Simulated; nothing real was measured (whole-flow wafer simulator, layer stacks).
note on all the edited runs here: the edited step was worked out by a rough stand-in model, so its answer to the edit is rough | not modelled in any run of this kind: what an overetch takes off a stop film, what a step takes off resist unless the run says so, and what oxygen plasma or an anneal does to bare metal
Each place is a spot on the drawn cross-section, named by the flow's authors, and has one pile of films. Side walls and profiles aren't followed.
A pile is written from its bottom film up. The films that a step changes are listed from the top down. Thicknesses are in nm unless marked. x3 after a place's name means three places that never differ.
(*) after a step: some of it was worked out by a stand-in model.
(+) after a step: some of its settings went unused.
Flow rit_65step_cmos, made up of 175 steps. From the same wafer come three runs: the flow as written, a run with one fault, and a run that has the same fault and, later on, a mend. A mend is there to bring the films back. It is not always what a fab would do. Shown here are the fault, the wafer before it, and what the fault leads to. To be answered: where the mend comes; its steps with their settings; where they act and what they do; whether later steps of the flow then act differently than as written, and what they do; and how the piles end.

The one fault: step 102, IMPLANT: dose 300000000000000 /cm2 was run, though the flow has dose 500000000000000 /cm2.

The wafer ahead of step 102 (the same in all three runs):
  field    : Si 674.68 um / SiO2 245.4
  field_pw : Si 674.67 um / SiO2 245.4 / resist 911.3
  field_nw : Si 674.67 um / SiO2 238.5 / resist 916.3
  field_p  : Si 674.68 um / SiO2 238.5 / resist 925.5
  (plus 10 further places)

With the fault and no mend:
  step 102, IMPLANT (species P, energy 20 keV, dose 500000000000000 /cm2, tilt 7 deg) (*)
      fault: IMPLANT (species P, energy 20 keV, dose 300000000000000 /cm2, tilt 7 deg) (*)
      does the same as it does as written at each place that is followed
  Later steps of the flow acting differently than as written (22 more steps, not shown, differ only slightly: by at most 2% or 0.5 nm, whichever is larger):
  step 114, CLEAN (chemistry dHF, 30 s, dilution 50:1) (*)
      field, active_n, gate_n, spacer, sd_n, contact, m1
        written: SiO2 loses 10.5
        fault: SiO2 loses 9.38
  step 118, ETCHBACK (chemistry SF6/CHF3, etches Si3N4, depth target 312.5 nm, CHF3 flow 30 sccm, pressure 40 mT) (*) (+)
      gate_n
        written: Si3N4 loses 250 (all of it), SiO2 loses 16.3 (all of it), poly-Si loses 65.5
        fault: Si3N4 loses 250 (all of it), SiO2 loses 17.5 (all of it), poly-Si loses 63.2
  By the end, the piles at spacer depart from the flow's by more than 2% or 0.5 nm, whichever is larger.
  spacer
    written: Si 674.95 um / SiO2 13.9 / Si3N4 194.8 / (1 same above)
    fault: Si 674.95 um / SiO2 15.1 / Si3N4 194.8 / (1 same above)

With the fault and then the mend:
  The mend stands after step 102.
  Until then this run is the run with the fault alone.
  step 102a, IMPLANT (species P, energy 20 keV, dose 200000000000000 /cm2, tilt 7 deg) (*) (a further turn of the flow's step 102, with different settings)
      leaves every film unchanged at each place that is followed
  Every later step of the flow that is run acts as written at every place that is followed.
  The piles end the same as the flow's at every place that both follow.
